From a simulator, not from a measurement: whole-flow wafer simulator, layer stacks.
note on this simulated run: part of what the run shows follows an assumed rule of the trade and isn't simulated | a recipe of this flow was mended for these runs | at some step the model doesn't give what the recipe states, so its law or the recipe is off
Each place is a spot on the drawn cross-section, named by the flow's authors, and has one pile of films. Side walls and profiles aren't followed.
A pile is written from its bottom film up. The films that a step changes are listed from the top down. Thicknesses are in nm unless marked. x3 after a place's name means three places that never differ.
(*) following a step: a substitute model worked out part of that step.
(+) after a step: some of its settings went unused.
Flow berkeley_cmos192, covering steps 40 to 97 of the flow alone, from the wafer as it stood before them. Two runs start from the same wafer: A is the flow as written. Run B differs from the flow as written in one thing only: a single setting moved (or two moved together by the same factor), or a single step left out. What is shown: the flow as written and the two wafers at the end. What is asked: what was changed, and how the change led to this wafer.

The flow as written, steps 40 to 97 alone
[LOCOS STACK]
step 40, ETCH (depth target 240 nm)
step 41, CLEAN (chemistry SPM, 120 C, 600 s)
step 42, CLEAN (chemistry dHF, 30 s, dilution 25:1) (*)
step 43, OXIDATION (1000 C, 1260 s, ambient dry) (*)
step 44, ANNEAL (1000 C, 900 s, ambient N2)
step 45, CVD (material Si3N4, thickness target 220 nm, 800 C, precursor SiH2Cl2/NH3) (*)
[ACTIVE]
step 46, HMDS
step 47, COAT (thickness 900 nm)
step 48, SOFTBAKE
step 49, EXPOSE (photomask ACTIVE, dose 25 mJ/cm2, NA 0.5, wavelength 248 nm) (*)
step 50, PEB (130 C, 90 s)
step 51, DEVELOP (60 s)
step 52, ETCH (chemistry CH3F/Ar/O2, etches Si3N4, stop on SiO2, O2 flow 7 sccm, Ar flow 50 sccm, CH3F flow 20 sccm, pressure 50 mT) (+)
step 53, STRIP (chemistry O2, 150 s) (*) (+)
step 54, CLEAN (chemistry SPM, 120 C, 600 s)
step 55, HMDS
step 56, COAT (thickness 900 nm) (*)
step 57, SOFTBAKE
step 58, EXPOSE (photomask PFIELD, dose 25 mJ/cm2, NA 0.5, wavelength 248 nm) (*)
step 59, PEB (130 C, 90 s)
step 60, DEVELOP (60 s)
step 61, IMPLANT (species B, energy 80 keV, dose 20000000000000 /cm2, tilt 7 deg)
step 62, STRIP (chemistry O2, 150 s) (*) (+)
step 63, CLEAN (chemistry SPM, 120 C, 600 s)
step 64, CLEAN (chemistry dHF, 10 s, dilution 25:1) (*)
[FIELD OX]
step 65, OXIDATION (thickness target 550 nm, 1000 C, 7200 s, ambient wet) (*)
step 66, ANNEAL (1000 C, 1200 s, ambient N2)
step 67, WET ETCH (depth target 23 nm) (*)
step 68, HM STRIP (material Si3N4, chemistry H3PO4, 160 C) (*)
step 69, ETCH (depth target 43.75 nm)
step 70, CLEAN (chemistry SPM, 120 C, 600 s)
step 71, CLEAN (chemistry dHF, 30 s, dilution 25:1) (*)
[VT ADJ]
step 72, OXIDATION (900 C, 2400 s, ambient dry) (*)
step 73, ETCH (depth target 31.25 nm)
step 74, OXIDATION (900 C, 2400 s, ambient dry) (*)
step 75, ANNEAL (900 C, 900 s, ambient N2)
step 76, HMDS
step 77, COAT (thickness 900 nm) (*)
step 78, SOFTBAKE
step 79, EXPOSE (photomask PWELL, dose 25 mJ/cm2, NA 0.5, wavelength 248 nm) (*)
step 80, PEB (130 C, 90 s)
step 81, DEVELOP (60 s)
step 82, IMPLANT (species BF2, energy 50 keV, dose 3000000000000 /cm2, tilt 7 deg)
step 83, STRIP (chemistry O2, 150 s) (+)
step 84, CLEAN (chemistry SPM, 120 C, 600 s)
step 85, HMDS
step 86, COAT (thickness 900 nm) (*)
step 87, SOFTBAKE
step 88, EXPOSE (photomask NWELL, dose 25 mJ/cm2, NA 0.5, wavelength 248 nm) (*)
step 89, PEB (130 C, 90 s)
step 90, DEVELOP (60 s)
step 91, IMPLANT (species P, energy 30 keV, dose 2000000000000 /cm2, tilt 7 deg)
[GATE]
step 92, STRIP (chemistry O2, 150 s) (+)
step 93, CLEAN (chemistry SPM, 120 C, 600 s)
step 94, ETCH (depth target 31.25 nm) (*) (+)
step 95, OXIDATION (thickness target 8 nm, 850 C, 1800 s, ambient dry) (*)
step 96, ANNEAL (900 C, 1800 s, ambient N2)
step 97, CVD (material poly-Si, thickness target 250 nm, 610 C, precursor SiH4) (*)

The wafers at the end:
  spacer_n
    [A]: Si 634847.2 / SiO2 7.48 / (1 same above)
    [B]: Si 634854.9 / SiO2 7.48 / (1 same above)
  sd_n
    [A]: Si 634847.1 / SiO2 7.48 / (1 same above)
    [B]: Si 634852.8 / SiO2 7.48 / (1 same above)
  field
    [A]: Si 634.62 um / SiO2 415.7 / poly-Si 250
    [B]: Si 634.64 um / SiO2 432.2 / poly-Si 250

The reason: step 40, ETCH: depth target 132 nm was run, whereas the flow has depth target 240 nm.

How this came from the change, step by step:
  step 40, ETCH (depth target 240 nm)
      field, sd_n, spacer_n and 6 more: A -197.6 SiO2 (all of it) | B -132 SiO2
  step 41, CLEAN (chemistry SPM, 120 C, 600 s)
      field, sd_n, spacer_n and 6 more: A +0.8 chemical SiO2 (new film), -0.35 Si | B nothing
  step 42, CLEAN (chemistry dHF, 30 s, dilution 25:1) (*)
      field, sd_n, spacer_n and 6 more: A -0.8 chemical SiO2 (all of it) | B -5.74 SiO2
  step 43, OXIDATION (1000 C, 1260 s, ambient dry) (*)
      field, sd_n, spacer_n and 6 more: A +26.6 SiO2 (new film), -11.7 Si | B +14.4 SiO2, -6.35 Si
  step 65, OXIDATION (thickness target 550 nm, 1000 C, 7200 s, ambient wet) (*)
      spacer_n, spacer_p, gate_p, m1: A +12.1 SiO2 (new film), -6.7 Si3N4 | B +12.1 SiO2 (new film), -6.7 Si3N4, +0.04 SiO2
      gate: A +12.1 SiO2 (new film), -6.7 Si3N4, +0.05 SiO2, -0.05 Si | B +12.1 SiO2 (new film), -6.7 Si3N4, +0.04 SiO2
      (and at 4 other places as well)
  step 69, ETCH (depth target 43.75 nm)
      spacer_n, gate, spacer_p, gate_p, contact, m1: A -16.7 SiO2 (all of it) | B -43.8 SiO2
      sd_n, sd_p: A -16.8 SiO2 (all of it) | B -43.8 SiO2
  step 70, CLEAN (chemistry SPM, 120 C, 600 s)
      sd_n, spacer_n, gate, sd_p, spacer_p, gate_p, contact, m1: A +0.8 chemical SiO2 (new film), -0.35 Si | B nothing
  step 71, CLEAN (chemistry dHF, 30 s, dilution 25:1) (*)
      sd_n, spacer_n, gate, sd_p, spacer_p, gate_p, contact, m1: A -0.8 chemical SiO2 (all of it) | B -5.74 SiO2
  step 72, OXIDATION (900 C, 2400 s, ambient dry) (*)
      spacer_n, gate, spacer_p, gate_p, contact, m1: A +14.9 SiO2 (new film), -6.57 Si | B +11 SiO2, -4.85 Si
      sd_n: A +14.9 SiO2 (new film), -6.57 Si | B +10.2 SiO2, -4.47 Si
      (and at 1 other place as well)
  step 73, ETCH (depth target 31.25 nm)
      sd_n, sd_p: A -14.9 SiO2 (all of it) | B -31.2 SiO2
      spacer_n, gate, spacer_p, gate_p, contact, m1: A -14.9 SiO2 (all of it) | B -26.1 SiO2 (all of it)
  step 74, OXIDATION (900 C, 2400 s, ambient dry) (*)
      sd_n: A +14.9 SiO2 (new film), -6.57 Si | B +13 SiO2, -5.73 Si
      sd_p: A +14.9 SiO2 (new film), -6.57 Si | B +12.9 SiO2, -5.66 Si
